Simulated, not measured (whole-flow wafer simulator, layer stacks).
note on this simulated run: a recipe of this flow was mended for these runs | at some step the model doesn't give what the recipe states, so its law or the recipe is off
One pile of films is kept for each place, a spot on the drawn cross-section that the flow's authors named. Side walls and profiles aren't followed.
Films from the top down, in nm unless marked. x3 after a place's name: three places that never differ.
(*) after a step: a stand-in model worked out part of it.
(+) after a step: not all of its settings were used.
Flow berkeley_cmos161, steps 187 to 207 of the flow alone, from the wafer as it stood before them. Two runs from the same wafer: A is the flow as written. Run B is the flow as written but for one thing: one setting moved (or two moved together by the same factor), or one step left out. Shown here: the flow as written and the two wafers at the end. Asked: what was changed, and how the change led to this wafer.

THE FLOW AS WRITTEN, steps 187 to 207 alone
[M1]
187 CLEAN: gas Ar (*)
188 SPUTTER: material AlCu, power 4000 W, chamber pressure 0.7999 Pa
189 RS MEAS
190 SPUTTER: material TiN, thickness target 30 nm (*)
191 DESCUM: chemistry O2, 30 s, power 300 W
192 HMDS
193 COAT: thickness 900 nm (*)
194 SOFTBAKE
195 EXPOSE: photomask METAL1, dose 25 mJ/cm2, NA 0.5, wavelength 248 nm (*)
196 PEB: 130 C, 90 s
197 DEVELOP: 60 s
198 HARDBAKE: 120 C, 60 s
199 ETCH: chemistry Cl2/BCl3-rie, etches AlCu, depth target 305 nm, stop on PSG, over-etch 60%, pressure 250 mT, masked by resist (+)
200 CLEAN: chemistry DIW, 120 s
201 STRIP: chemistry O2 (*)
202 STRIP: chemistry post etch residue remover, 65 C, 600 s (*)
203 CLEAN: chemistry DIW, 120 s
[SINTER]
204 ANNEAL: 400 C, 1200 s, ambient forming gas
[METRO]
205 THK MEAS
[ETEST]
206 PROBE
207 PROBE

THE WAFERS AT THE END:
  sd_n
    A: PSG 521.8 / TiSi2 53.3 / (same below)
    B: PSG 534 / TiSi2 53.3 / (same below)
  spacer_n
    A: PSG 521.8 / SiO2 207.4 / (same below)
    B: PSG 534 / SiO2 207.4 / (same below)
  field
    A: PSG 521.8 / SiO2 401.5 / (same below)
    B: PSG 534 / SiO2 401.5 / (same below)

The cause: step 199, ETCH: depth target 244 nm was run, where the flow has depth target 305 nm.

How the change led to this, step by step:
  199 ETCH: chemistry Cl2/BCl3-rie, etches AlCu, depth target 305 nm, stop on PSG, over-etch 60%, pressure 250 mT, masked by resist (+)
      field, sd_n, spacer_n, gate_n, spacer_p, gate_p: A TiN -30 (all of it), AlCu -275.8 (all of it), PSG -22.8 | B TiN -30 (all of it), AlCu -275.8 (all of it), PSG -10.6
      contact, m1: A KrF-resist -244 | B KrF-resist -195.2
      (and at 1 more place)
  201 STRIP: chemistry O2 (*)
      contact: A KrF-resist -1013 (all of it) | B KrF-resist -1061.8 (all of it)
      m1: A KrF-resist -537.5 (all of it) | B KrF-resist -586.3 (all of it)
